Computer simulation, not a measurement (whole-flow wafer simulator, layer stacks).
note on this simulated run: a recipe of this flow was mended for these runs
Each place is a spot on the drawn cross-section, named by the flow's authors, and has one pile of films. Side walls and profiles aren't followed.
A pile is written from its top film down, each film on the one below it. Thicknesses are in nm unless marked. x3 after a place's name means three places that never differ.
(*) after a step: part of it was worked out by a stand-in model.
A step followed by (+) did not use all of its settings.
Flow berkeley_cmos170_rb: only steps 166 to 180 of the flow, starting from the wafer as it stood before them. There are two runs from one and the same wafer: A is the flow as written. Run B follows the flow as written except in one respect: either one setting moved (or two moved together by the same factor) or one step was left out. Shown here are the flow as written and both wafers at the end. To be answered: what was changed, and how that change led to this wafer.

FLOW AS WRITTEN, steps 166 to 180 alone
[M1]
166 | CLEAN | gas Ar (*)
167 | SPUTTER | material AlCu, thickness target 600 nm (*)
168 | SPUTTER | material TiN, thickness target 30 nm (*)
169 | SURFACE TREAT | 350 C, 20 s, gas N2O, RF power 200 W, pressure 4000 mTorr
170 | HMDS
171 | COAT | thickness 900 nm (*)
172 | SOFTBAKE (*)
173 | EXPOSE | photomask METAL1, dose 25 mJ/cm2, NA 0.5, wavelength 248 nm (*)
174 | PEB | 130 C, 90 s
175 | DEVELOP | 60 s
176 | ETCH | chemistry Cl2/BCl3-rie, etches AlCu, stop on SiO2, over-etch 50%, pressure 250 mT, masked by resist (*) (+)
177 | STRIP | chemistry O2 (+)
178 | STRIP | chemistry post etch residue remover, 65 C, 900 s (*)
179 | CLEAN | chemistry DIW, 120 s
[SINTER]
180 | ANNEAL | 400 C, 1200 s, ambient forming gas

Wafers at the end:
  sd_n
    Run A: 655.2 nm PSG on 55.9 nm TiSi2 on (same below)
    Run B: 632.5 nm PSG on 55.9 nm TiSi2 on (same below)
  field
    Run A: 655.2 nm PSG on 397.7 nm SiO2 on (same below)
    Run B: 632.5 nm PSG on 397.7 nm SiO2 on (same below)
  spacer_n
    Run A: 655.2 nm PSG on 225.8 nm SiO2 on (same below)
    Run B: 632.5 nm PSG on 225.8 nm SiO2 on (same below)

What caused this: step 176, ETCH: over-etch 78.8% was run, while the flow as written has over-etch 50%.

The path from the change to this, step by step:
  176 | ETCH | chemistry Cl2/BCl3-rie, etches AlCu, stop on SiO2, over-etch 50%, pressure 250 mT, masked by resist (*) (+)
      field, sd_n, spacer_n, gate, spacer_p, gate_p: A -30 TiN (all of it), -600 AlCu (all of it), -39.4 PSG | B -30 TiN (all of it), -600 AlCu (all of it), -62.1 PSG
      contact, m1: A -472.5 KrF-resist | B -563.2 KrF-resist
      (and at 1 other place as well)
  177 | STRIP | chemistry O2 (+)
      contact: A -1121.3 KrF-resist (all of it) | B -1030.6 KrF-resist (all of it)
      m1: A -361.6 KrF-resist (all of it) | B -270.9 KrF-resist (all of it)
